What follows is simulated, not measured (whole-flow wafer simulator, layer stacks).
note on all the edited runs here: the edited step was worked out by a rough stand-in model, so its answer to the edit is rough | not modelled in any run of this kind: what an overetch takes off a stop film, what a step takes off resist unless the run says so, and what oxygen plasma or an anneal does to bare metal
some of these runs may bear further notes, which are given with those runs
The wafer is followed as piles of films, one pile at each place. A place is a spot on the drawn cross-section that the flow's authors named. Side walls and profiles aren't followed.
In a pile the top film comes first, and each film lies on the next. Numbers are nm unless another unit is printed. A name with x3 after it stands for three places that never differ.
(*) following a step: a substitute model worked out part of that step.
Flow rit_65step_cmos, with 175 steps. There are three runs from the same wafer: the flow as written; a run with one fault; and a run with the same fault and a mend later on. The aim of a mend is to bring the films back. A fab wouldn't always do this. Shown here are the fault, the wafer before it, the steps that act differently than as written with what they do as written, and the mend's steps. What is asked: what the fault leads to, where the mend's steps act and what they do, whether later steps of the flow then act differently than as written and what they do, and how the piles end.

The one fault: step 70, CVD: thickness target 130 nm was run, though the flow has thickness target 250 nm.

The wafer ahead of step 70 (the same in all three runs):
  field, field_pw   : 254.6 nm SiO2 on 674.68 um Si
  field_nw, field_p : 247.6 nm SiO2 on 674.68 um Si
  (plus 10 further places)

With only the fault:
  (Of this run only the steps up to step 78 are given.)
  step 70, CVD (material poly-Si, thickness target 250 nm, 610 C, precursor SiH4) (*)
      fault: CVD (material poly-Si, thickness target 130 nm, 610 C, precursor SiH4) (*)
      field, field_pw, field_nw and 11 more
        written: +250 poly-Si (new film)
        fault: +130 poly-Si (new film)
  None of the later steps of the flow up to step 78 differs from how it acts as written, at any place that is followed, by more than 2% or 0.5 nm, whichever is larger.
  After step 78, at field, field_pw, field_nw and 11 more, the piles differ from the flow's by more than 2% or 0.5 nm, whichever is larger.
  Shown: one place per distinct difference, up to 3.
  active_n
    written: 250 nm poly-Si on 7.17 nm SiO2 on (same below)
    fault: 130 nm poly-Si on 7.17 nm SiO2 on (same below)
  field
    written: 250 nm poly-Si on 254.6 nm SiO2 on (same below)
    fault: 130 nm poly-Si on 254.6 nm SiO2 on (same below)
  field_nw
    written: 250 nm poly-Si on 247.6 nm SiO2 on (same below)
    fault: 130 nm poly-Si on 247.6 nm SiO2 on (same below)

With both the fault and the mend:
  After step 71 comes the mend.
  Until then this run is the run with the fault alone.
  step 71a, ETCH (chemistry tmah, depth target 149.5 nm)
      field, field_pw, field_nw and 11 more
        -130 poly-Si (all of it)
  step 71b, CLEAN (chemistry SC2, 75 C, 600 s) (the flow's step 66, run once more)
      does not change any film at any place that is followed
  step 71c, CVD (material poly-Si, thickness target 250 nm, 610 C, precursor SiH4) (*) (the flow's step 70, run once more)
      field, field_pw, field_nw and 11 more
        +250 poly-Si (new film)
  None of the later steps of the flow acts differently than as written at any place that is followed.
  At every place that both follow, the piles at the end match the flow's.
